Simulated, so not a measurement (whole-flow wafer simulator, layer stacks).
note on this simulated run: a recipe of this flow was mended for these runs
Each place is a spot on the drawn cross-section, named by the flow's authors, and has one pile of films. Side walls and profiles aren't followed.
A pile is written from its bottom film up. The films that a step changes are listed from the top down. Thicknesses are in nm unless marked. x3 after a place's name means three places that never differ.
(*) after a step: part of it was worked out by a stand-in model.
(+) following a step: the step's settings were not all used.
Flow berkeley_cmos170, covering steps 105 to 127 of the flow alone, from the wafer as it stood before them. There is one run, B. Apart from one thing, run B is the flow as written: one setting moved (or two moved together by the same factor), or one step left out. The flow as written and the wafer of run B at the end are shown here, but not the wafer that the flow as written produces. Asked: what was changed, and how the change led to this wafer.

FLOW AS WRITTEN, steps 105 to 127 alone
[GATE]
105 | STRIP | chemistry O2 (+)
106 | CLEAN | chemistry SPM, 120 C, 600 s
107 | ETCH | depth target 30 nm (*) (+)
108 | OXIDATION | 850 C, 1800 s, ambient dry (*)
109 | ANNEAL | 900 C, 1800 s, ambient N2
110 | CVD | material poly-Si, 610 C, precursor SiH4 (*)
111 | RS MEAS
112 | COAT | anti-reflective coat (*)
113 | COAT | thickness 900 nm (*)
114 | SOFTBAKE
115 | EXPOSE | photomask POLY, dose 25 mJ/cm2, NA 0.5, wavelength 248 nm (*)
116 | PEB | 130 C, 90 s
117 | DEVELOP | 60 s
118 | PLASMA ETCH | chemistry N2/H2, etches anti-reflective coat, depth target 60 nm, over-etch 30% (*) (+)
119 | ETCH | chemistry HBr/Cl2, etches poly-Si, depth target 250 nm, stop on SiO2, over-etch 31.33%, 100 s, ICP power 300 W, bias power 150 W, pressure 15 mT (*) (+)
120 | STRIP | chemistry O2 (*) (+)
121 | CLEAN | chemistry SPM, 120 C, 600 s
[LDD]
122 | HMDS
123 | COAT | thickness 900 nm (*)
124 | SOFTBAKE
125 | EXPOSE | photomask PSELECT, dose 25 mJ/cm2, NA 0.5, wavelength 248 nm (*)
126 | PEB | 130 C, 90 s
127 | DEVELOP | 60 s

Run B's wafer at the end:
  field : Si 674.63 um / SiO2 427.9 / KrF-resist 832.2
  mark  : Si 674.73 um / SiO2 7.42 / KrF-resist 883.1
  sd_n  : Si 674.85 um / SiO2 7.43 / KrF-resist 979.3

The reason: step 108, OXIDATION: 2016 s was run, though the flow has 1800 s.

Step by step, how the change led to this:
  108 | OXIDATION | 850 C, 1800 s, ambient dry (*)
      mark, sd_n, spacer_n and 9 more: +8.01 SiO2 (new film), -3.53 Si (it would be, as written: +7.48 SiO2 (new film), -3.29 Si)
